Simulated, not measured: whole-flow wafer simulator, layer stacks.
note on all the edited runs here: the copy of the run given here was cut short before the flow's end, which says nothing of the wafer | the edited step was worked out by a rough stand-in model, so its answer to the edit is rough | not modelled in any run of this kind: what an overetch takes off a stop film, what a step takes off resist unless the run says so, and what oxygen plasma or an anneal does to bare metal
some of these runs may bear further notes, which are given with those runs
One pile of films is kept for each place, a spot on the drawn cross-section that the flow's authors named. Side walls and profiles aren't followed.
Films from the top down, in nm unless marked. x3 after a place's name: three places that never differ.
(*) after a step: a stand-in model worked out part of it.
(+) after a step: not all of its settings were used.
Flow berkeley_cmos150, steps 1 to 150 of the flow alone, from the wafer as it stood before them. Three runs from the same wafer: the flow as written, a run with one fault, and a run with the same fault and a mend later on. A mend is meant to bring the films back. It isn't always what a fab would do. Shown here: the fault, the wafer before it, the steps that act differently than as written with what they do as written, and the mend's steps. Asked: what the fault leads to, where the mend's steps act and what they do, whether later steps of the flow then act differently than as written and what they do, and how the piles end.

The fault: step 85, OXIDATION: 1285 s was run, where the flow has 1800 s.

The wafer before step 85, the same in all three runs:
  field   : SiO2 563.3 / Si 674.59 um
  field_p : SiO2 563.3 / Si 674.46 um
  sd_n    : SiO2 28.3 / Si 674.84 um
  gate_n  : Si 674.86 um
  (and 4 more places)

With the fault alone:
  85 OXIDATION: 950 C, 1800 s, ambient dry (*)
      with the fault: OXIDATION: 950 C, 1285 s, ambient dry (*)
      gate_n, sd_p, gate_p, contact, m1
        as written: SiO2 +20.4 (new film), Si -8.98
        with the fault: SiO2 +16.6 (new film), Si -7.31
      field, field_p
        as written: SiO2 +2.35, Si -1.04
        with the fault: SiO2 +1.68, Si -0.74
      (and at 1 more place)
  Later steps of the flow that act differently than as written (21 more steps differ only slightly, by at most 2% or 0.5 nm, whichever is larger, and aren't shown):
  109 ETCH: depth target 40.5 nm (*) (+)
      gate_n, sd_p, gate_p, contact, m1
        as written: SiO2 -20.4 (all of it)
        with the fault: SiO2 -16.6 (all of it)
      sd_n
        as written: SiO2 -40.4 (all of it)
        with the fault: SiO2 -37.4 (all of it)
  At the end the piles differ from the flow's only slightly at the places that both follow, by at most 2% or 0.5 nm, whichever is larger.

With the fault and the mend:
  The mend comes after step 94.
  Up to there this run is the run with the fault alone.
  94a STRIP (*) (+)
      field_p
        KrF resist -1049 (all of it)
      sd_p
        KrF resist -1274.4 (all of it)
      gate_p
        KrF resist -1249.1 (all of it)
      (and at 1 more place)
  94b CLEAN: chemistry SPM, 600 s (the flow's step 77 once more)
      changes no film at any place that is followed
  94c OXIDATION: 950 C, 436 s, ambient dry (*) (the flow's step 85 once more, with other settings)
      gate_n, sd_p, gate_p, contact, m1
        SiO2 +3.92, Si -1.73
      field, field_p
        SiO2 +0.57, Si -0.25
      sd_n
        SiO2 +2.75, Si -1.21
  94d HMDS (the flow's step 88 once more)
      changes no film at any place that is followed
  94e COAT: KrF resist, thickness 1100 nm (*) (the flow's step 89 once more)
      field
        KrF resist +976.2 (new film)
      field_p
        KrF resist +1087.8 (new film)
      sd_n
        KrF resist +1243.1 (new film)
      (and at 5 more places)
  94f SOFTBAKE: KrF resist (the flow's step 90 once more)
      changes no film at any place that is followed
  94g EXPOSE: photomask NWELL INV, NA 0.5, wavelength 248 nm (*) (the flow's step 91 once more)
      changes no film at any place that is followed
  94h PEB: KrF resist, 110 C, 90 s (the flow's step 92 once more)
      field
        KrF resist -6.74
      field_p
        KrF resist -7.53
      sd_n
        KrF resist -8.63
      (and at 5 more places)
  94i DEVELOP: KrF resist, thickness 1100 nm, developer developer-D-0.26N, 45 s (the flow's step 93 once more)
      field_p, sd_p, gate_p, m1
        KrF resist -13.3
      field
        KrF resist -969.5 (all of it)
      sd_n
        KrF resist -1234.4 (all of it)
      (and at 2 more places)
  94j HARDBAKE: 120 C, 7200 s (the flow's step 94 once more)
      field_p
        KrF resist -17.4
      sd_p
        KrF resist -21.4
      gate_p
        KrF resist -20.9
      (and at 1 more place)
  No later step of the flow acts differently than as written, at any place that is followed, by more than 2% or 0.5 nm, whichever is larger.
  At the end the piles differ from the flow's only slightly at the places that both follow, by at most 2% or 0.5 nm, whichever is larger.
